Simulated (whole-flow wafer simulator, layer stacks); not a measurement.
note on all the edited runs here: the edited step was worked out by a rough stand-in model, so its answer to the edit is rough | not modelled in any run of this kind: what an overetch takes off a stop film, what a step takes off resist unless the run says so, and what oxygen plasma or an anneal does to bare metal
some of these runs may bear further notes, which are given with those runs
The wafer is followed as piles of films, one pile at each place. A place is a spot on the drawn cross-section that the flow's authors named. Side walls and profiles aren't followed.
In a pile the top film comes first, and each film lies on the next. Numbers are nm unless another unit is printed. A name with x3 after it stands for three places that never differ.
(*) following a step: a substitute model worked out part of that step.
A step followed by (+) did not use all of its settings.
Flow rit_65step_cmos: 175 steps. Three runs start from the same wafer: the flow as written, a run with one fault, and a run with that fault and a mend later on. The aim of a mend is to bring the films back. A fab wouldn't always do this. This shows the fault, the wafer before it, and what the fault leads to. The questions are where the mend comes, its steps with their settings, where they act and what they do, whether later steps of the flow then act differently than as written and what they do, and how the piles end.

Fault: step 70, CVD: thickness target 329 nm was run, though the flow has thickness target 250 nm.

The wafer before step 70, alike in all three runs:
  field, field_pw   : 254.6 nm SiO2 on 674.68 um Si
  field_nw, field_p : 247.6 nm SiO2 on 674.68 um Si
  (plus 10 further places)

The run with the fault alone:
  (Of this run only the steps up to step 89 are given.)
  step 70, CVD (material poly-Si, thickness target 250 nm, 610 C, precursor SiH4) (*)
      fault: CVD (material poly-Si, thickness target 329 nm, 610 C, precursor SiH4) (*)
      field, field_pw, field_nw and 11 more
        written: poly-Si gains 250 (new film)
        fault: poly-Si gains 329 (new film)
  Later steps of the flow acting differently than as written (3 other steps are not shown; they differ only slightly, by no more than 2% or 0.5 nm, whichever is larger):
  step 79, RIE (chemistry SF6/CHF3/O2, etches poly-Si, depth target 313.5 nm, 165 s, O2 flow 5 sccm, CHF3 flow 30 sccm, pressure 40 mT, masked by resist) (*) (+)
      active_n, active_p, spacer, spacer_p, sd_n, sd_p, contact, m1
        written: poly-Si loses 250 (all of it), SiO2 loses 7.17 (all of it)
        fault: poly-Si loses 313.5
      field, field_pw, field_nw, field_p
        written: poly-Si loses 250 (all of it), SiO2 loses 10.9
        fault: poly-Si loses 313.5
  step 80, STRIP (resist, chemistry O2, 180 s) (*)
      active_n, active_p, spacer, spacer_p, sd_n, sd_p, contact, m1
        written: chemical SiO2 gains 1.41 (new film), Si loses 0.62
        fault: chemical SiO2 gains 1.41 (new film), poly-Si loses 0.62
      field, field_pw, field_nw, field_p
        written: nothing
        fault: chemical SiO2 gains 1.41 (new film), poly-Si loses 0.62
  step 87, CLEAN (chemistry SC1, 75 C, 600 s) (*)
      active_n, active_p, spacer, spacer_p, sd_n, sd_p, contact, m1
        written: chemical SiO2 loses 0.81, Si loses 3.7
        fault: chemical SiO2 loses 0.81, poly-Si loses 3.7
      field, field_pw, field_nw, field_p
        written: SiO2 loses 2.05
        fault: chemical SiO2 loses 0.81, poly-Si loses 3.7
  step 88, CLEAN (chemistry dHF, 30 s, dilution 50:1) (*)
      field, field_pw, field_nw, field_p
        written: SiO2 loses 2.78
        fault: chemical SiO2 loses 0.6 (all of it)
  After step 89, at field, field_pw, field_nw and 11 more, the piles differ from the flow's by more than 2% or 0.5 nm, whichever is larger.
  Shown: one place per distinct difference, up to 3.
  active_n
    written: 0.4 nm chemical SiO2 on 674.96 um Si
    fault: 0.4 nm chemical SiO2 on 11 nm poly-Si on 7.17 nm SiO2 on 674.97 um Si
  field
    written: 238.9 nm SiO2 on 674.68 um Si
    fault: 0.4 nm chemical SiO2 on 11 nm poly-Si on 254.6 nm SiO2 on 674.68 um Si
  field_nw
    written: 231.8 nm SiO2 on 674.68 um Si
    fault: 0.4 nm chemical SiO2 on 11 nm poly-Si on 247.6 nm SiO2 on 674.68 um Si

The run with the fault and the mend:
  The mend follows step 71.
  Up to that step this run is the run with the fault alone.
  step 71a, ETCH (chemistry tmah, depth target 79 nm)
      field, field_pw, field_nw and 11 more
        poly-Si loses 79
  Every later step of the flow that is run acts as written at every place that is followed.
  The piles end the same as the flow's at every place that both follow.
